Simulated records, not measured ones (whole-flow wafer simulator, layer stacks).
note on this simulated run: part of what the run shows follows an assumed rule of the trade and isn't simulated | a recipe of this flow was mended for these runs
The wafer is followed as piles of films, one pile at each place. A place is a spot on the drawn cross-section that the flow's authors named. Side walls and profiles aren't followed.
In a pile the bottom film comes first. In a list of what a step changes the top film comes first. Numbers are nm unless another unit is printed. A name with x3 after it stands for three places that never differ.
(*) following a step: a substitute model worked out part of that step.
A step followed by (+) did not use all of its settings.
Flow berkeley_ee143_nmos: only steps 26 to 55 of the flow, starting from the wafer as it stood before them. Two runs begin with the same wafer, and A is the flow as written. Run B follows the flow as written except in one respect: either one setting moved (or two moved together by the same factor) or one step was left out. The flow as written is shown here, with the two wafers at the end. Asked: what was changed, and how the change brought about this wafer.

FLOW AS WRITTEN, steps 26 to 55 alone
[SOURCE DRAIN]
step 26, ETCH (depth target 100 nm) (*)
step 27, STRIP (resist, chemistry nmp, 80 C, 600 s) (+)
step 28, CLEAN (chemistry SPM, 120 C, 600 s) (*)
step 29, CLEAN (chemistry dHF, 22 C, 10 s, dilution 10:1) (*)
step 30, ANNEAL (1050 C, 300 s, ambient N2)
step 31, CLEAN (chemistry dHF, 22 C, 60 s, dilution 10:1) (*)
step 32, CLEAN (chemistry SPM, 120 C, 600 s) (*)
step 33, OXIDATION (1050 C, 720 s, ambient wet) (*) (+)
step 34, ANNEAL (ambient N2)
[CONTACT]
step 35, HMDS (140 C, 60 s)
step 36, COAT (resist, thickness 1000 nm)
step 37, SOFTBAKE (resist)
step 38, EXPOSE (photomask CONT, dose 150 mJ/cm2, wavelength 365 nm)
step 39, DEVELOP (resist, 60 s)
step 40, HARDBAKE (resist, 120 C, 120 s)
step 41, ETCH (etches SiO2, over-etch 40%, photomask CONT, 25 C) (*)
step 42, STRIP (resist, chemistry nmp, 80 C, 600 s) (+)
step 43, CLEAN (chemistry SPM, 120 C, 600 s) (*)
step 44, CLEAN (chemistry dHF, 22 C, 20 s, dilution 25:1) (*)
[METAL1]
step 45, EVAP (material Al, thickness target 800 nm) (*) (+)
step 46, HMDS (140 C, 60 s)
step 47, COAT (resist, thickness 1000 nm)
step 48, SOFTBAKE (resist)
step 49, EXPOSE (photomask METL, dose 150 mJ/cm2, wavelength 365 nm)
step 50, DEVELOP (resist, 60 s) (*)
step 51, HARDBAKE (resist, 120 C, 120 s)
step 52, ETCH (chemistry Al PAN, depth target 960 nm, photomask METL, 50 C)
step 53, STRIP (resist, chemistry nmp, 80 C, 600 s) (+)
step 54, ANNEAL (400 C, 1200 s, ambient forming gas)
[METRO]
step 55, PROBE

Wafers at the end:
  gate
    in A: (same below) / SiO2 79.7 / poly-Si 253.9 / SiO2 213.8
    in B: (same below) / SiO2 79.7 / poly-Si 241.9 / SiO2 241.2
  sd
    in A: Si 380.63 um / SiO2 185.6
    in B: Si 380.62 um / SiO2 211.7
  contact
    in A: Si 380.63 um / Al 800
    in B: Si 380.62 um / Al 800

Cause: step 33, OXIDATION: 864 s was run, though the flow has 720 s.

Step by step, how the change led to this:
  step 33, OXIDATION (1050 C, 720 s, ambient wet) (*) (+)
      sd, contact: A SiO2 gains 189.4 (new film), chemical SiO2 loses 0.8 (all of it), Si loses 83 | B SiO2 gains 215.5 (new film), chemical SiO2 loses 0.8 (all of it), Si loses 94.5
      gate: A SiO2 gains 217.6 (new film), chemical SiO2 loses 0.8 (all of it), poly-Si loses 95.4 | B SiO2 gains 245 (new film), chemical SiO2 loses 0.8 (all of it), poly-Si loses 107.4
      (and at 1 other place as well)
  step 41, ETCH (etches SiO2, over-etch 40%, photomask CONT, 25 C) (*)
      contact: A SiO2 loses 189.4 (all of it) | B SiO2 loses 215.5 (all of it)
